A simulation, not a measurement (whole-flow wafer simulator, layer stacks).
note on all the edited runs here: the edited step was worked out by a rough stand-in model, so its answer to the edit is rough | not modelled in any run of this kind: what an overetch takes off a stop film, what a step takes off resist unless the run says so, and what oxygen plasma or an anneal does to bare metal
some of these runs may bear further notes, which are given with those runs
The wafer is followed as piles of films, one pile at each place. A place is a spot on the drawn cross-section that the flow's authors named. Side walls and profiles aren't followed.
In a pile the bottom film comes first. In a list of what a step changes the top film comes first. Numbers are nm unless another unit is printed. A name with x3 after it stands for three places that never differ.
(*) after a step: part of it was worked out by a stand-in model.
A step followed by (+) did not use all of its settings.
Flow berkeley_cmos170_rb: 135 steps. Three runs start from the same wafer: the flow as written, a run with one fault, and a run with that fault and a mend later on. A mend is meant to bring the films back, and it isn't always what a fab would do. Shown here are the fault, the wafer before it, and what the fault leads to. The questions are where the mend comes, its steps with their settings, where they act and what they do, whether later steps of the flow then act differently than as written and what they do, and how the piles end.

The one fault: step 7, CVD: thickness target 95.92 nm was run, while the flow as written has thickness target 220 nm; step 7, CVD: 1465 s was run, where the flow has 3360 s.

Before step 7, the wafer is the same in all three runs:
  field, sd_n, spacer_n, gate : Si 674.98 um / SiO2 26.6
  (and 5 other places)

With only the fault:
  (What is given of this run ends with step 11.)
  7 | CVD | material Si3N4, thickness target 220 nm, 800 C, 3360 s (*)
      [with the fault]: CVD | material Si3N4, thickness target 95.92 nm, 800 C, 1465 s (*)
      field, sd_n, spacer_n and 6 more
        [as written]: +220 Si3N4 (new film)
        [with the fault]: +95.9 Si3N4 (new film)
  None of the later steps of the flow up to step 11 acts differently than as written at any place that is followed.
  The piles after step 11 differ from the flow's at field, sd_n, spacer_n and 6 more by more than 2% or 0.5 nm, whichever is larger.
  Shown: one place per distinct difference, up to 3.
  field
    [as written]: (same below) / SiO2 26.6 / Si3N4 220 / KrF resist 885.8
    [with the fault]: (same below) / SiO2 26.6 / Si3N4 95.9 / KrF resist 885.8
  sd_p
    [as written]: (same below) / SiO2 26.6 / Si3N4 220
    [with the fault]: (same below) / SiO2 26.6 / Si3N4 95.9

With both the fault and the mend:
  The mend stands after step 11.
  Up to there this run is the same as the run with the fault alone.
  11a | STRIP (*) (+)
      field, sd_n, spacer_n, gate, contact, m1
        -885.8 KrF resist (all of it)
  11b | CLEAN (*) (the flow's step 1 again)
      leaves every film unchanged at each place that is followed
  11c | CVD | material Si3N4, thickness target 124.1 nm, 800 C, 1895 s (*) (the flow's step 7 again, with other settings)
      field, sd_n, spacer_n and 6 more
        +124.1 Si3N4
  11d | COAT | KrF resist, thickness 900 nm (the flow's step 8 again)
      field, sd_n, spacer_n and 6 more
        +900 KrF resist (new film)
  11e | EXPOSE | photomask NWELL (the flow's step 9 again)
      leaves every film unchanged at each place that is followed
  11f | PEB | 130 C, 60 s (*) (the flow's step 10 again)
      leaves every film unchanged at each place that is followed
  11g | DEVELOP | developer developer-D-0.26N, 45 s (the flow's step 11 again)
      field, sd_n, spacer_n, gate, contact, m1
        -14.2 KrF resist
      sd_p, spacer_p, gate_p
        -900 KrF resist (all of it)
  None of the later steps of the flow acts differently than as written at any place that is followed.
  The piles end the same as the flow's at every place that both follow.
